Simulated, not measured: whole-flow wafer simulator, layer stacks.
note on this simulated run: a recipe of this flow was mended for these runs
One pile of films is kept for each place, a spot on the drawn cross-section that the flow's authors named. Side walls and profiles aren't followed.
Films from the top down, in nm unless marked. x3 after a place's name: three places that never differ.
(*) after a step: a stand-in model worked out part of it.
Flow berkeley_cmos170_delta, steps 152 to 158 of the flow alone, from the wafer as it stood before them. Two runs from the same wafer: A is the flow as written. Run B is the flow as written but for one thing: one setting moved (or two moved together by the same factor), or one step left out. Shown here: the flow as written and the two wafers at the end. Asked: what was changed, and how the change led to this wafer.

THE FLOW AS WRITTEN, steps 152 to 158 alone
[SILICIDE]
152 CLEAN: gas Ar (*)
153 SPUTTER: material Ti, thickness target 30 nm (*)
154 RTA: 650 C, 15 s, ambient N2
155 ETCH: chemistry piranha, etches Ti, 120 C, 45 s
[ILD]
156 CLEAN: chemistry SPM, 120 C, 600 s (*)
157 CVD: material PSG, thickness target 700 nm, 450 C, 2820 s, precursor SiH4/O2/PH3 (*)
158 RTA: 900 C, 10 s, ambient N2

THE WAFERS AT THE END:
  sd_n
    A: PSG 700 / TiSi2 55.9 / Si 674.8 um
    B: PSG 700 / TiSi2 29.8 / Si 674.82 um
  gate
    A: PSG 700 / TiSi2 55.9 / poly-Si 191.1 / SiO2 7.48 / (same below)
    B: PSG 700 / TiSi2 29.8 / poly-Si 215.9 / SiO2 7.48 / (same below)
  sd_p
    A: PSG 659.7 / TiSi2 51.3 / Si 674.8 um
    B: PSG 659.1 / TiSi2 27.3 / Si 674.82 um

The cause: step 153, SPUTTER: thickness target 16 nm was run, where the flow has thickness target 30 nm.

How the change led to this, step by step:
  153 SPUTTER: material Ti, thickness target 30 nm (*)
      field, sd_n, spacer_n, gate, spacer_p, gate_p, contact x2: A Ti +30 (new film) | B Ti +16 (new film)
      sd_p: A Ti +27.5 (new film) | B Ti +14.7 (new film)
  154 RTA: 650 C, 15 s, ambient N2
      sd_n, contact x2: A Ti -23.4, TiSi first +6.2 (new film), TiSi2 C49 +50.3 (new film), Si -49 | B Ti -12.5, TiSi2 C49 +31.7 (new film), Si -28.3
      gate, gate_p: A Ti -23.4, TiSi first +6.2 (new film), TiSi2 C49 +50.3 (new film), poly-Si -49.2 | B Ti -12.5, TiSi2 C49 +31.7 (new film), poly-Si -28.4
      (and at 1 more place)
  155 ETCH: chemistry piranha, etches Ti, 120 C, 45 s
      sd_n, gate, gate_p, contact x2: A Ti -6.6 (all of it), TiSi first -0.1 | B Ti -3.52 (all of it), TiSi2 C49 -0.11
      sd_p: A Ti -6.05 (all of it), TiSi first -0.1 | B Ti -3.23 (all of it), TiSi2 C49 -0.11
      (and at 3 more places)
  158 RTA: 900 C, 10 s, ambient N2
      sd_n, contact x2: A under 1 film: TiSi2 +55.9 (new film), TiSi first -6.09 (all of it), TiSi2 C49 -50.3 (all of it), Si -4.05 | B under 1 film: TiSi2 +29.8 (new film), TiSi2 C49 -31.6 (all of it)
      gate, gate_p: A under 1 film: TiSi2 +55.9 (new film), TiSi first -6.09 (all of it), TiSi2 C49 -50.3 (all of it), poly-Si -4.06 | B under 1 film: TiSi2 +29.8 (new film), TiSi2 C49 -31.6 (all of it)
      (and at 1 more place)
